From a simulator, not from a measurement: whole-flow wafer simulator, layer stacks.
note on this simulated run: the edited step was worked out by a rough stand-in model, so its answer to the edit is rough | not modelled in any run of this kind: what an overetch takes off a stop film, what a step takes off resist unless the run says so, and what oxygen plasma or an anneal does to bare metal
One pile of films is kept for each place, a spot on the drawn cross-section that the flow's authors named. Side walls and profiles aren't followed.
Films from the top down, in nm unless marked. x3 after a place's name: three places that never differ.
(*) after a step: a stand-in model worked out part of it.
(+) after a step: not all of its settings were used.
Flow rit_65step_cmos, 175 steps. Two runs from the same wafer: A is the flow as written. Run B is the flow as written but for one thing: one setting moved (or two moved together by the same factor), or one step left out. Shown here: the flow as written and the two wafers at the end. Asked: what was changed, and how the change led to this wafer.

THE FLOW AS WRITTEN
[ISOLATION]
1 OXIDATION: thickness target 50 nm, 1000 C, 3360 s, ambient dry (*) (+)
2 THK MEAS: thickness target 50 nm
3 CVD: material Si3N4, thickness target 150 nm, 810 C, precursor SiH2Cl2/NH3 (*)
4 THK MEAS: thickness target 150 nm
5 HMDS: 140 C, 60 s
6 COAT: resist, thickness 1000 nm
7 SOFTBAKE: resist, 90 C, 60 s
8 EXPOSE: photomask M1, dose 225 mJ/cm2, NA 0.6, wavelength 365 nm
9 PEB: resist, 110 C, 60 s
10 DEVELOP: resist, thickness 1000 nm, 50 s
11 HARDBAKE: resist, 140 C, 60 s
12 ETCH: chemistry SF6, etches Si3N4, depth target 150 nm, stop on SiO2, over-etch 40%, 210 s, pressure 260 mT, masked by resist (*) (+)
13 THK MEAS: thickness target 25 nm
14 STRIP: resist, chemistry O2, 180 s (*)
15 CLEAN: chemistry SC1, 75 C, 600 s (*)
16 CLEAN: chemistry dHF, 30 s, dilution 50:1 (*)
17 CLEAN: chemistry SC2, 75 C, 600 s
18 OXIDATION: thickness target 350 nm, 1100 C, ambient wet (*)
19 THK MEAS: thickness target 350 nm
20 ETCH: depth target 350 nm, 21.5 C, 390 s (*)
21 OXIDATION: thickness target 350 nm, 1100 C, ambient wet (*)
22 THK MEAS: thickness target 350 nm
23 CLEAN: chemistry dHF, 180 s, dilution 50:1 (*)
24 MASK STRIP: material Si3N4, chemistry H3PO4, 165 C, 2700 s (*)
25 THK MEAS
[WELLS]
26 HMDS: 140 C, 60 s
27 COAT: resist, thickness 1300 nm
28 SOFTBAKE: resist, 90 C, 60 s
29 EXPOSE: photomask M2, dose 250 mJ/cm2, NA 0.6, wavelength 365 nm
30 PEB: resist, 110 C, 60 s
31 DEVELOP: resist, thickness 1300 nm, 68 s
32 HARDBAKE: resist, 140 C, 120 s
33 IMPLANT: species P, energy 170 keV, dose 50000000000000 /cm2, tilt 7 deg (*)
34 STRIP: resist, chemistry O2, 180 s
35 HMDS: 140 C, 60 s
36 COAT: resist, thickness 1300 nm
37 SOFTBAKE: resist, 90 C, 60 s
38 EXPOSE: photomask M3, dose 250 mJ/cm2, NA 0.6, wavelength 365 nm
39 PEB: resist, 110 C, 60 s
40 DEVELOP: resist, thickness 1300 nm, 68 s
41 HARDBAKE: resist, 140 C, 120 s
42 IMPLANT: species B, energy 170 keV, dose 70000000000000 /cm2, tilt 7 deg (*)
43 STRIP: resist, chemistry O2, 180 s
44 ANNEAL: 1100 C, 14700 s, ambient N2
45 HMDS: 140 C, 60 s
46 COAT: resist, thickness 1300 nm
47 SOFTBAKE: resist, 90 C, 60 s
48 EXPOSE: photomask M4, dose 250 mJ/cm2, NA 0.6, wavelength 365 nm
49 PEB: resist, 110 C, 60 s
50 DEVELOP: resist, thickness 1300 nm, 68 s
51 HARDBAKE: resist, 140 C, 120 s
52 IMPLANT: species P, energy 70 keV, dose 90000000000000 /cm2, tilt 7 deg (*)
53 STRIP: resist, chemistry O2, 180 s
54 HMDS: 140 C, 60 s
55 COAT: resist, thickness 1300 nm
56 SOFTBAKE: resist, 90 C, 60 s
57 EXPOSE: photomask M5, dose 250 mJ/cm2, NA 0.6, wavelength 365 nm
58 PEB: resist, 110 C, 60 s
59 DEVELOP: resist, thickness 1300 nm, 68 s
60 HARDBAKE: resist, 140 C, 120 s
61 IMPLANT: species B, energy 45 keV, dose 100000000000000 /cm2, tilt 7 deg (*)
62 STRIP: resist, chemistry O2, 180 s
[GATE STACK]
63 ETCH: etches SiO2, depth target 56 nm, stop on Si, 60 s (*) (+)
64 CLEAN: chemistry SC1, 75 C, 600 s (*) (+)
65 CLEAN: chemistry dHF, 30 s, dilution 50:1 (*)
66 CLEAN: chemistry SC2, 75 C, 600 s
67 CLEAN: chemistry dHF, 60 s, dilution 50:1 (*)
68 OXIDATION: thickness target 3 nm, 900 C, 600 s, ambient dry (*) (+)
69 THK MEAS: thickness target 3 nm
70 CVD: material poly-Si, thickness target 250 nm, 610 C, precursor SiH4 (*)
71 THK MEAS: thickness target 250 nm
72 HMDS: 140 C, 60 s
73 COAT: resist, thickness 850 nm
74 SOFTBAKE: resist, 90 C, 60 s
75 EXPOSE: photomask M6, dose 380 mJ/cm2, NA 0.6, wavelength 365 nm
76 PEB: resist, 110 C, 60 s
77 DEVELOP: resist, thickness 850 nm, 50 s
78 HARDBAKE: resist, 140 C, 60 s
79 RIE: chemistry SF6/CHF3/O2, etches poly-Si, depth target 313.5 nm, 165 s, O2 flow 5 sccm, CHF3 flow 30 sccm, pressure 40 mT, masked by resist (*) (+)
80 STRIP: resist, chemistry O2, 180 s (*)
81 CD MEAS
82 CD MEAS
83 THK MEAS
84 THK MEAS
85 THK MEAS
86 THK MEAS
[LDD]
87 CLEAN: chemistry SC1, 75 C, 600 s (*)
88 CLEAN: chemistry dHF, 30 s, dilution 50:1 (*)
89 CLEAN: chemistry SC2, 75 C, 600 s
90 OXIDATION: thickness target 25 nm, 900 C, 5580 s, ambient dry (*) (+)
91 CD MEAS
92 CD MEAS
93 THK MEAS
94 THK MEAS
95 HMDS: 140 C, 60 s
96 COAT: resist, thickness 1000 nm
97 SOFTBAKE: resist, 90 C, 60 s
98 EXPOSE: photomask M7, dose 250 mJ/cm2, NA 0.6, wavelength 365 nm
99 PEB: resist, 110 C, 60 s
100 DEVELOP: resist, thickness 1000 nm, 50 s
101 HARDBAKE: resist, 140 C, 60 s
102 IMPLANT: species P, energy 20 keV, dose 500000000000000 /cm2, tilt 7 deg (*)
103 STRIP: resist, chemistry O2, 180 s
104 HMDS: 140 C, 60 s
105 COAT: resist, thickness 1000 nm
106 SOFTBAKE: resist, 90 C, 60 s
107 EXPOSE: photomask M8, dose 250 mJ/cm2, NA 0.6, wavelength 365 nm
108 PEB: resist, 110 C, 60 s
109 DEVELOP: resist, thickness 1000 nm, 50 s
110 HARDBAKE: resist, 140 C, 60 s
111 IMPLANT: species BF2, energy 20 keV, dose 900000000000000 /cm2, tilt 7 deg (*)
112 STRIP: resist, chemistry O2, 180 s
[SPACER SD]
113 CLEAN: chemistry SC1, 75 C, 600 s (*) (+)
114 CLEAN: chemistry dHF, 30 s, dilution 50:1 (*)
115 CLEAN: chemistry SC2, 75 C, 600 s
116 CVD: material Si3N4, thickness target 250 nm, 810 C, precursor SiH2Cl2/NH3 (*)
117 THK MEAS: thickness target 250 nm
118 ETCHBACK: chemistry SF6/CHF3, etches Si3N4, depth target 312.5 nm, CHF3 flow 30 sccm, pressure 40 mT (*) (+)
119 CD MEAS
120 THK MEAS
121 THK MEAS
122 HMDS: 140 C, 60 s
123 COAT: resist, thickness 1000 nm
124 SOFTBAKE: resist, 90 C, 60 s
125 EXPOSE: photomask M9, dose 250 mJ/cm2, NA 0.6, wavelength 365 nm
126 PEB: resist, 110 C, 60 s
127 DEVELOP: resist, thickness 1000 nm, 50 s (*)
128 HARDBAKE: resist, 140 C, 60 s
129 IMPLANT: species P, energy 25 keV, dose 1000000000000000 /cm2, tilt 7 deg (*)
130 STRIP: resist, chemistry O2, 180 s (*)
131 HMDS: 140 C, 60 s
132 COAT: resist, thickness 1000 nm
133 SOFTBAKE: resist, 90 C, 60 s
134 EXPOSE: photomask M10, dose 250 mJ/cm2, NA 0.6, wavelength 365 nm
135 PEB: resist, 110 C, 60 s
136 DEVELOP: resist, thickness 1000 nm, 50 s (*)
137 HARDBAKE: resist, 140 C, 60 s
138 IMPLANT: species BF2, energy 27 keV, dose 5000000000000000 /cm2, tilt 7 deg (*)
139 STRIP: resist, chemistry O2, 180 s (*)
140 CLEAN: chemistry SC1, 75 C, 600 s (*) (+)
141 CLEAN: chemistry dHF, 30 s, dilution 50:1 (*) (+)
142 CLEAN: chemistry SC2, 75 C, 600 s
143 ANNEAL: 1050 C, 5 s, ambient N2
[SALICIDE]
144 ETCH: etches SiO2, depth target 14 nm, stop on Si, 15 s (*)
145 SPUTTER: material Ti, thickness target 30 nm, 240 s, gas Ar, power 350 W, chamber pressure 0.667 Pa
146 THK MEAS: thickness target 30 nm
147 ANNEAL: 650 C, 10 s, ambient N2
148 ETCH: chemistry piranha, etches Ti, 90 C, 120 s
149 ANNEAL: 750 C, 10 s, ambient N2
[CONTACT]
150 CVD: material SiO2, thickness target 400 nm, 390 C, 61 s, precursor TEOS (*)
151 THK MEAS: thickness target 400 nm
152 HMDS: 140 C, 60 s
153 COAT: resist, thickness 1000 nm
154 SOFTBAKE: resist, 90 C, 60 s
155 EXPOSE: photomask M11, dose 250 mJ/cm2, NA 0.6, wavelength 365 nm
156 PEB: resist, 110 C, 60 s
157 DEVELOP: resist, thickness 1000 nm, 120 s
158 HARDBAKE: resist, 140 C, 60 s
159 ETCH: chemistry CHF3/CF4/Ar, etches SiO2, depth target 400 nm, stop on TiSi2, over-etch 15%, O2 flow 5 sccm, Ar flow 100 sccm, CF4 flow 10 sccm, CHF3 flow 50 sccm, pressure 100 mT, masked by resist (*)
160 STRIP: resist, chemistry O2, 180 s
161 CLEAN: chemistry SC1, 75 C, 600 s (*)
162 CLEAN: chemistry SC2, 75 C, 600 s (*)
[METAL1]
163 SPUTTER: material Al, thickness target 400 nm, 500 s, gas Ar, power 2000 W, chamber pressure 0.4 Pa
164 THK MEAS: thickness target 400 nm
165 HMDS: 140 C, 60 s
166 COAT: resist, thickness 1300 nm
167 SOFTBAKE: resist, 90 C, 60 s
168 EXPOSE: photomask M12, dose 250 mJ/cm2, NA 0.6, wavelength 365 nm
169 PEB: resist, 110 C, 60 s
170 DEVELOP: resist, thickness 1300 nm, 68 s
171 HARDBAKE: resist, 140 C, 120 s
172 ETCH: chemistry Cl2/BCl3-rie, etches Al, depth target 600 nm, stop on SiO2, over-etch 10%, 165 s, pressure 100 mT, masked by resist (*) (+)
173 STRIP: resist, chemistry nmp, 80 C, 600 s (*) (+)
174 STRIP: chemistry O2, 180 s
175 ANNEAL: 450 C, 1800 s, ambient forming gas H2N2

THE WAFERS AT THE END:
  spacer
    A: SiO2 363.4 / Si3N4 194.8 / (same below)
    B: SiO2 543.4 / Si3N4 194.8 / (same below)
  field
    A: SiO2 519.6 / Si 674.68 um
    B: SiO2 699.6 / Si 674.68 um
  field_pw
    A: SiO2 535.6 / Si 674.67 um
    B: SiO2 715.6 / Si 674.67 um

The cause: step 150, CVD: thickness target 580 nm was run, where the flow has thickness target 400 nm.

How the change led to this, step by step:
  150 CVD: material SiO2, thickness target 400 nm, 390 C, 61 s, precursor TEOS (*)
      field, field_pw, field_nw, field_p: A SiO2 +400 | B SiO2 +580
      spacer, spacer_p: A SiO2 +400 (new film) | B SiO2 +580 (new film)
      (and at 2 more places)
